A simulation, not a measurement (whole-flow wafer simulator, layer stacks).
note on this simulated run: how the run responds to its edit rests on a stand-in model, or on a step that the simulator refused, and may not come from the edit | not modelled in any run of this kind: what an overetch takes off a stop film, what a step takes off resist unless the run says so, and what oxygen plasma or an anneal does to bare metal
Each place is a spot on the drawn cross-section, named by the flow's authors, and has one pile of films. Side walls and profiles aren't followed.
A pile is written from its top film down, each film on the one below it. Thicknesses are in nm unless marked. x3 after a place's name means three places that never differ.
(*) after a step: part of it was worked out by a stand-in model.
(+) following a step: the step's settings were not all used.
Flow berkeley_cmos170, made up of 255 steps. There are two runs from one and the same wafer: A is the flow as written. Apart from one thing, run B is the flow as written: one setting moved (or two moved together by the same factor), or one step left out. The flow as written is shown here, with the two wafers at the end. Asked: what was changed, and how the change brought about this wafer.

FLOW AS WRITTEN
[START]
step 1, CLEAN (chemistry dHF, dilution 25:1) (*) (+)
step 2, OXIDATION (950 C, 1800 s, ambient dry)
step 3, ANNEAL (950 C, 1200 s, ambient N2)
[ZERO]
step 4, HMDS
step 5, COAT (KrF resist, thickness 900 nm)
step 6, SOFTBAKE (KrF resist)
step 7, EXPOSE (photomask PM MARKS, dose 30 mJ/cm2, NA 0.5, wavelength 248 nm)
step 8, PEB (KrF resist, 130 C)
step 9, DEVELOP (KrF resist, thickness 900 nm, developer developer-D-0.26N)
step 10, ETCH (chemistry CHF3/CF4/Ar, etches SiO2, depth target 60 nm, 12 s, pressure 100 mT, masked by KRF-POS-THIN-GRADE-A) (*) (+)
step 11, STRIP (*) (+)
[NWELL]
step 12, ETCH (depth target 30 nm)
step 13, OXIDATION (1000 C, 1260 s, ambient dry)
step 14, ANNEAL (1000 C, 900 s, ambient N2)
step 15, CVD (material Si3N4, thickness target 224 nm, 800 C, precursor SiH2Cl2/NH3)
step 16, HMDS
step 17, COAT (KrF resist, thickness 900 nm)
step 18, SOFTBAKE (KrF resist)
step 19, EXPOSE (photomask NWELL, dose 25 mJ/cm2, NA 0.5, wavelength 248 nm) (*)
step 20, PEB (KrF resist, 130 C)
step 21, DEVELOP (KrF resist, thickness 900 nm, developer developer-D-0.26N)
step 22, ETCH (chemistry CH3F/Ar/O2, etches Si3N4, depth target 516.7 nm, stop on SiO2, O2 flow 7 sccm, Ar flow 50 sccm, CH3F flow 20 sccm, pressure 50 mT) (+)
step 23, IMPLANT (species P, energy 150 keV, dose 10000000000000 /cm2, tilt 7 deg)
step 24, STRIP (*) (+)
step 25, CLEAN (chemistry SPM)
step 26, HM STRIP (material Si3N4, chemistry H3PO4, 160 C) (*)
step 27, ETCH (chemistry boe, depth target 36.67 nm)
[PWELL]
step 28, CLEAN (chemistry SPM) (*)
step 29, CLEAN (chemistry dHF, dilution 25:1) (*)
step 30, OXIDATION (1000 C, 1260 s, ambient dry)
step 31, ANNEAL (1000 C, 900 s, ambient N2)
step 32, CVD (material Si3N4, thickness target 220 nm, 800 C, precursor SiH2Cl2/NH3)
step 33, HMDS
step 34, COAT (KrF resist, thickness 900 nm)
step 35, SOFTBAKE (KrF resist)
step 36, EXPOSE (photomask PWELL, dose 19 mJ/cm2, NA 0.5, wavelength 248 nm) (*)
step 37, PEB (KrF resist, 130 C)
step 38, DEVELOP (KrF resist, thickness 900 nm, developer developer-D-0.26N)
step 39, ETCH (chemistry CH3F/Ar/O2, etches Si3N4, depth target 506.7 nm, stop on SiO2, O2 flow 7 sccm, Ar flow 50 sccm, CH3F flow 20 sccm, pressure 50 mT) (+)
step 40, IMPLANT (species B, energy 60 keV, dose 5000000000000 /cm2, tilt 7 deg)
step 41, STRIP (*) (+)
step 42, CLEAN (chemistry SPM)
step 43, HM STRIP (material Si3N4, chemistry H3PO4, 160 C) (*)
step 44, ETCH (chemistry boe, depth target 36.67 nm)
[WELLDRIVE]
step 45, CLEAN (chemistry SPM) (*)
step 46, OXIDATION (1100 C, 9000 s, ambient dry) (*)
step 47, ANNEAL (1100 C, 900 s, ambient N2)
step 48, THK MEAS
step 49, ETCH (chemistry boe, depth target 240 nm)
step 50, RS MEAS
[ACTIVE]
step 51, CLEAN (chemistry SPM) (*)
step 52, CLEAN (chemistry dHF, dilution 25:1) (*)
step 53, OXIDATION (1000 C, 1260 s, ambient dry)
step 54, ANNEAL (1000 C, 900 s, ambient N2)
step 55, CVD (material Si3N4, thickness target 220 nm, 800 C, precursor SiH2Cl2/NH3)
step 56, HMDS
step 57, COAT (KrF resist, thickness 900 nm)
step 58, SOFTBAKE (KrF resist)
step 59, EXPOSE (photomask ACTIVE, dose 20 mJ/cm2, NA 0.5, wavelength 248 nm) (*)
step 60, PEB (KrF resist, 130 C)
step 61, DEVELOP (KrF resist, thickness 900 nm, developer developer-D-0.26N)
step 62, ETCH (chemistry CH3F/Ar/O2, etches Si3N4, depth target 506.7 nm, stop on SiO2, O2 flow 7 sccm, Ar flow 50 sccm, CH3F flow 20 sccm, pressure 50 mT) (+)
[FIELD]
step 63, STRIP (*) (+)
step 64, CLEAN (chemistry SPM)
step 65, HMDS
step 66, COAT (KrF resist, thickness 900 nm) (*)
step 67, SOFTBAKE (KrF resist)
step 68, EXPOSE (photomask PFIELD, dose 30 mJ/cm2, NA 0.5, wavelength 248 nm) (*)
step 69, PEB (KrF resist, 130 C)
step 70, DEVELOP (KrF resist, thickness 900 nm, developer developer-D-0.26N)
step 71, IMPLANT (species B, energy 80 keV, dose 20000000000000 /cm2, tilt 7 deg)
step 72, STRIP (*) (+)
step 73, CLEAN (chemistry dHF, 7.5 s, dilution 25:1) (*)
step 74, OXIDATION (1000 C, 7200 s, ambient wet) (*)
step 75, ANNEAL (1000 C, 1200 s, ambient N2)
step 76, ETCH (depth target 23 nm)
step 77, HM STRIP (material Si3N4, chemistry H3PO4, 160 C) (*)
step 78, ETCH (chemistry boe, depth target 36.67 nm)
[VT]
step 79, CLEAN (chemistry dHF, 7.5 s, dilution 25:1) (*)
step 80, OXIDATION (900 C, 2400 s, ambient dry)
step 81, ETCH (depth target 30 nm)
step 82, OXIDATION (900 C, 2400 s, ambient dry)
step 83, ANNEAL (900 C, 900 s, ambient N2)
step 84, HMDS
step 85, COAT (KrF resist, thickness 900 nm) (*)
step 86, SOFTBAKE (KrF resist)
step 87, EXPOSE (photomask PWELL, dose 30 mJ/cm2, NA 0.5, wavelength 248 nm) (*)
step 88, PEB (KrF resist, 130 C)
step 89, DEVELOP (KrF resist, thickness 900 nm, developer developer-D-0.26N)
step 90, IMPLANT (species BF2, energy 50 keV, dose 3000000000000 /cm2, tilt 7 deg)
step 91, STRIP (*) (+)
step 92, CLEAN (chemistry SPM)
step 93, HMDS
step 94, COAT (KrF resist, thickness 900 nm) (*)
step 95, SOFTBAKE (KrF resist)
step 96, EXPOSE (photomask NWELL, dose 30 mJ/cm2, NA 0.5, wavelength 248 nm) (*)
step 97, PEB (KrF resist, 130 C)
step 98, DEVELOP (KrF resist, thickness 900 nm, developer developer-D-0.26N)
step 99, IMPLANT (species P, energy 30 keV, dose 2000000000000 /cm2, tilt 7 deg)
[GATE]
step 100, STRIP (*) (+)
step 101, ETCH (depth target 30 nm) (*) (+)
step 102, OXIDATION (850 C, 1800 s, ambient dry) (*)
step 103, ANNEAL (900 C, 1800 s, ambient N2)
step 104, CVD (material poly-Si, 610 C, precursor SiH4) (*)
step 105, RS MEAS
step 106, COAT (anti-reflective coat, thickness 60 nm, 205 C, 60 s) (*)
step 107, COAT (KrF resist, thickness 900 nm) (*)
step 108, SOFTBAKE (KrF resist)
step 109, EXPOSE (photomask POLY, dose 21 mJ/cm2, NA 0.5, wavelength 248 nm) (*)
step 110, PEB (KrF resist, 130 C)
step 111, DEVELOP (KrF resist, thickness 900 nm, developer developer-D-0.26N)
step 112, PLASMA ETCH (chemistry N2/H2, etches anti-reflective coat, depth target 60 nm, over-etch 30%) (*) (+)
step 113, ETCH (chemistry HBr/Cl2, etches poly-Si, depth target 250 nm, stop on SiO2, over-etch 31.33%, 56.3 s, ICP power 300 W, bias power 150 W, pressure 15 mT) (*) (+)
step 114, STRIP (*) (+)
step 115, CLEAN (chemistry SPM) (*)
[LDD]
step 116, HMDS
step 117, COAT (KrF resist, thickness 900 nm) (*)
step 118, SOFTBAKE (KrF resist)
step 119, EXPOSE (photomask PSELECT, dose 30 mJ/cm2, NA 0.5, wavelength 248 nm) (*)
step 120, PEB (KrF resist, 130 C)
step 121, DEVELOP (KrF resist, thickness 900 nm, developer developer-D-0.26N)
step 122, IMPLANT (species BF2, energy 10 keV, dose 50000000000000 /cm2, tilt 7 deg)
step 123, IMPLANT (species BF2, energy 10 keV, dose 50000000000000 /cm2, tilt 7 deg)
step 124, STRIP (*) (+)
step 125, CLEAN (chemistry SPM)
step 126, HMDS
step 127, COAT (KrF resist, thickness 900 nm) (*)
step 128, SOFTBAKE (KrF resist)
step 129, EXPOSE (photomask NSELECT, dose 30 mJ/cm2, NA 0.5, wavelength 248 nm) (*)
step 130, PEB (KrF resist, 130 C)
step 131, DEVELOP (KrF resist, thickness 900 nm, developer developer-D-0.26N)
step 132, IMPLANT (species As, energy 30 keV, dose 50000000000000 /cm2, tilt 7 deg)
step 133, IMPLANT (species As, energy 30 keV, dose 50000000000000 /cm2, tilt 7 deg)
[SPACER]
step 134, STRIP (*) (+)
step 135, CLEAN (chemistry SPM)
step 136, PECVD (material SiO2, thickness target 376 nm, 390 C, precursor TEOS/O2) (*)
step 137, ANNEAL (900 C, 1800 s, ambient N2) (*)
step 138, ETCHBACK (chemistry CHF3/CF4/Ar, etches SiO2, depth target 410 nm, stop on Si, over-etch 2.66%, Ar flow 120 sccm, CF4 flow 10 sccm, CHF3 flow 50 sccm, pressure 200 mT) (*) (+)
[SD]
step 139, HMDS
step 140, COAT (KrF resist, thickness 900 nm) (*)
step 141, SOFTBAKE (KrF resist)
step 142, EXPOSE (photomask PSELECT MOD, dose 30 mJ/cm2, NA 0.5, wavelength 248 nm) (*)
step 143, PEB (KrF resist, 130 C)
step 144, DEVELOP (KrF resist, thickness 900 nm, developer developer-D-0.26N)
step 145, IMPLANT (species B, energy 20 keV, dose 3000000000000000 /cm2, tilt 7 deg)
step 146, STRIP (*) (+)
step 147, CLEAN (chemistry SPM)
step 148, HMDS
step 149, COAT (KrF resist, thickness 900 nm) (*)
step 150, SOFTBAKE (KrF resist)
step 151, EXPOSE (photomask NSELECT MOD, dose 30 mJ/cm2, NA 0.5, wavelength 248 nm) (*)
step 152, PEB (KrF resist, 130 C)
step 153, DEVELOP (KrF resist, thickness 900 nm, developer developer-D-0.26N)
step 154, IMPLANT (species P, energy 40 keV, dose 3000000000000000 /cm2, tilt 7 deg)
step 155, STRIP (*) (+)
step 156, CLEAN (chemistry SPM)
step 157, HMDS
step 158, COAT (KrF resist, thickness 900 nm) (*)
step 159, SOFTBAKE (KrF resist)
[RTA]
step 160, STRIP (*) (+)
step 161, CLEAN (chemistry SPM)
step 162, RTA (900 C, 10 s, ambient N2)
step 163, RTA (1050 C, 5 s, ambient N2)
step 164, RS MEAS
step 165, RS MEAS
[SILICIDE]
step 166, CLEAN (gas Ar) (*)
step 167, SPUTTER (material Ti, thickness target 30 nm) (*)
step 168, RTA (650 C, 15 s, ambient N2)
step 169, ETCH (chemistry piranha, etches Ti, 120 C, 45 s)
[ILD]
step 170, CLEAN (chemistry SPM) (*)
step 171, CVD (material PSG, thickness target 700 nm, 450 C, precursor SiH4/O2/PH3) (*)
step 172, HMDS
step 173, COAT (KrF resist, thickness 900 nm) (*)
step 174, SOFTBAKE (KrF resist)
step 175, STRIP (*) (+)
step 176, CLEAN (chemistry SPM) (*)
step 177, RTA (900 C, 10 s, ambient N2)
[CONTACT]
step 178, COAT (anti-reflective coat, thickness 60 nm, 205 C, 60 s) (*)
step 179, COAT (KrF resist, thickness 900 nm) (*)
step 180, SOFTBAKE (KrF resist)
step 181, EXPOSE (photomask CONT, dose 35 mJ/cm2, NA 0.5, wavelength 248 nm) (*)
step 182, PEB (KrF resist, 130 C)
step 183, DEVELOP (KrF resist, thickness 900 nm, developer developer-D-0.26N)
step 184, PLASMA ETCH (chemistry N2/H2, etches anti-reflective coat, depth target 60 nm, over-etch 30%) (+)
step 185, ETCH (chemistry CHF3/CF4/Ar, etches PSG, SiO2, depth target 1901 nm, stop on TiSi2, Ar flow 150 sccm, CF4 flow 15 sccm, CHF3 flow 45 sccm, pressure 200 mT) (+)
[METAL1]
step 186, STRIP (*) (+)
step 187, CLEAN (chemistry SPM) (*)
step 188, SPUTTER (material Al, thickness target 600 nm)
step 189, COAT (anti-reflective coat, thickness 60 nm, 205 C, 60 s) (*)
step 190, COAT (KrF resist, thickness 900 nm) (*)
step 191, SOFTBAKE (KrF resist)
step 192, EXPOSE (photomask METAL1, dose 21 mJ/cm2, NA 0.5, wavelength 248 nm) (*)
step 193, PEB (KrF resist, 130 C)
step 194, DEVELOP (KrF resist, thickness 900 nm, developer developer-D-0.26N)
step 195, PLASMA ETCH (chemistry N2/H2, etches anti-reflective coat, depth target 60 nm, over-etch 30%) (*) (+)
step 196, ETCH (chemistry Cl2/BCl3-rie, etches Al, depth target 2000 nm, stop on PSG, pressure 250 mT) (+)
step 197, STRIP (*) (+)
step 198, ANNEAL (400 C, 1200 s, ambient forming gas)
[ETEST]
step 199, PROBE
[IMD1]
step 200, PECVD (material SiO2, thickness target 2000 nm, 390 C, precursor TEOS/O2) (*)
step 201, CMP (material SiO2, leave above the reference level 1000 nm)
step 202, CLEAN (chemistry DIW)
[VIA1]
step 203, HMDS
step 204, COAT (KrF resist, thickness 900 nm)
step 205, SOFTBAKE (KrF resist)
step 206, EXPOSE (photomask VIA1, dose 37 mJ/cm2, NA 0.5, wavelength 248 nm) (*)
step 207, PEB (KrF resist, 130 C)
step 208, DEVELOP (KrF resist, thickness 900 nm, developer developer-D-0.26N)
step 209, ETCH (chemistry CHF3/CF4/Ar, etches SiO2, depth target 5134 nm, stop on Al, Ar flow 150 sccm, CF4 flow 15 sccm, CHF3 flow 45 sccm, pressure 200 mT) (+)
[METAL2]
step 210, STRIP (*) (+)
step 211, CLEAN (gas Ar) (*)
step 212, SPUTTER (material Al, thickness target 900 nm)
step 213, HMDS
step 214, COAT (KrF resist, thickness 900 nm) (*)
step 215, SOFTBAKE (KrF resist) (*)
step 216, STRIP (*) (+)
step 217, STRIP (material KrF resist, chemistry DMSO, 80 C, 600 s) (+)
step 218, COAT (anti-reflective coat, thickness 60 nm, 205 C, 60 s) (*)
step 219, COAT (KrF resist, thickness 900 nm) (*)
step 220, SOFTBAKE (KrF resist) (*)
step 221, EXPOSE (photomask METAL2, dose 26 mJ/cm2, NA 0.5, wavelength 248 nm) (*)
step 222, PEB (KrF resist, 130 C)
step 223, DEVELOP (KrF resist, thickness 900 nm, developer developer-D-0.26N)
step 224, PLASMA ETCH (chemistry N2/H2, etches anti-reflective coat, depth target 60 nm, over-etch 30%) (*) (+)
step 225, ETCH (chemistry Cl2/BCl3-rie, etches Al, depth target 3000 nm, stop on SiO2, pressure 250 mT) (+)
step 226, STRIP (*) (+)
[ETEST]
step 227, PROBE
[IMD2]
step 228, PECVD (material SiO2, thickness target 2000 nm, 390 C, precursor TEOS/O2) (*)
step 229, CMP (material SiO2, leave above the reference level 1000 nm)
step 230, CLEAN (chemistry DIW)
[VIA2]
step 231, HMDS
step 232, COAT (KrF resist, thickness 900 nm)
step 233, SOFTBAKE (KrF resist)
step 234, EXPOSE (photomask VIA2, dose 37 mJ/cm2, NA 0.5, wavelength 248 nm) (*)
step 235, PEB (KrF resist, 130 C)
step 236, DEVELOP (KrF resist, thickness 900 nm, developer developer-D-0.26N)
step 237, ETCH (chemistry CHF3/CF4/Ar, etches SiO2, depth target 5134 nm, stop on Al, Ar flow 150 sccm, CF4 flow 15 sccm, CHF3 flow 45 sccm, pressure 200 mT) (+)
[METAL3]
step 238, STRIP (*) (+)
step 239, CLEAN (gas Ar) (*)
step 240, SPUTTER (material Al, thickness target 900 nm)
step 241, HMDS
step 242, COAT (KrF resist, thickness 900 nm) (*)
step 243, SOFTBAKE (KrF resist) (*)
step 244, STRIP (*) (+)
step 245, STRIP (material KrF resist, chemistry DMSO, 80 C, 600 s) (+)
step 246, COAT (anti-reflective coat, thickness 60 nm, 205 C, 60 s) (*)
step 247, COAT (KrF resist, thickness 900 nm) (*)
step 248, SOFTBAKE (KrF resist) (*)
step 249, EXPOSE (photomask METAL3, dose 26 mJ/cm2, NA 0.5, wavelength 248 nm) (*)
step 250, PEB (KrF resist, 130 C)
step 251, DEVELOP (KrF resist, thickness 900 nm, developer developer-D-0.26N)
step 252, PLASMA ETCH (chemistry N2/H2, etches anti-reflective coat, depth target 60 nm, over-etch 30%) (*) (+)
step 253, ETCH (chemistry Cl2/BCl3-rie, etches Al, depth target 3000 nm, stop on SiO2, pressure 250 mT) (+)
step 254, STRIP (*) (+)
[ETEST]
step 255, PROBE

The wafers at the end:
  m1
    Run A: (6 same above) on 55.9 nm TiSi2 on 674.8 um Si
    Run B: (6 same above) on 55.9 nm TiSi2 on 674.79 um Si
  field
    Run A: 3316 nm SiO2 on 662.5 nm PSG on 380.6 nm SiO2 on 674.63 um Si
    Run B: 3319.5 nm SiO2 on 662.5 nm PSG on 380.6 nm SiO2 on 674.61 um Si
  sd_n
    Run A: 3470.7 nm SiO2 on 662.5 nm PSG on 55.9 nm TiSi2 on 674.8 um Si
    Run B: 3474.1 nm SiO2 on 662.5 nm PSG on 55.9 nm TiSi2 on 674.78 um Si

Cause: step 13, OXIDATION: 1200 C was run, though the flow has 1000 C.

Step by step, how the change led to this:
  step 13, OXIDATION (1000 C, 1260 s, ambient dry)
      field, sd_n, spacer_n and 9 more: A +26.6 SiO2 (new film), -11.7 Si | B +100.7 SiO2 (new film), -44.3 Si
  step 27, ETCH (chemistry boe, depth target 36.67 nm)
      field, sd_n, spacer_n and 6 more: A -24.5 SiO2 (all of it) | B -36.7 SiO2
      sd_p, spacer_p, gate_p: A -13.5 SiO2 (all of it) | B -36.7 SiO2
  step 28, CLEAN (chemistry SPM) (*)
      field, sd_n, spacer_n and 9 more: A +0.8 chemical SiO2 (new film), -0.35 Si | B nothing
  step 29, CLEAN (chemistry dHF, dilution 25:1) (*)
      field, sd_n, spacer_n and 9 more: A -0.8 chemical SiO2 (all of it) | B nothing
  step 30, OXIDATION (1000 C, 1260 s, ambient dry)
      field, sd_n, spacer_n and 6 more: A +26.6 SiO2 (new film), -11.7 Si | B +9.87 SiO2, -4.34 Si
      sd_p, spacer_p, gate_p: A +26.6 SiO2 (new film), -11.7 Si | B +10.5 SiO2, -4.61 Si
  step 44, ETCH (chemistry boe, depth target 36.67 nm)
      sd_p, spacer_p, gate_p, m1, via1, m2, via2: A -24.5 SiO2 (all of it) | B -36.7 SiO2
      field, sd_n, spacer_n, gate_n, contact: A -13.7 SiO2 (all of it) | B -36.7 SiO2
  step 45, CLEAN (chemistry SPM) (*)
      field, sd_n, spacer_n and 9 more: A +0.8 chemical SiO2 (new film), -0.35 Si | B nothing
  step 46, OXIDATION (1100 C, 9000 s, ambient dry) (*)
      field, sd_n, spacer_n, gate_n, contact: A +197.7 SiO2 (new film), -0.8 chemical SiO2 (all of it), -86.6 Si | B +178.6 SiO2, -78.6 Si
      m1, via1, m2, via2: A +197.7 SiO2 (new film), -0.8 chemical SiO2 (all of it), -86.6 Si | B +170.8 SiO2, -75.1 Si
      (also at 3 further places)
  step 49, ETCH (chemistry boe, depth target 240 nm)
      m1, via1, m2, via2: A -197.7 SiO2 (all of it) | B -203.8 SiO2 (all of it)
  step 201, CMP (material SiO2, leave above the reference level 1000 nm)
      contact: A -61.1 SiO2 | B -57.6 SiO2
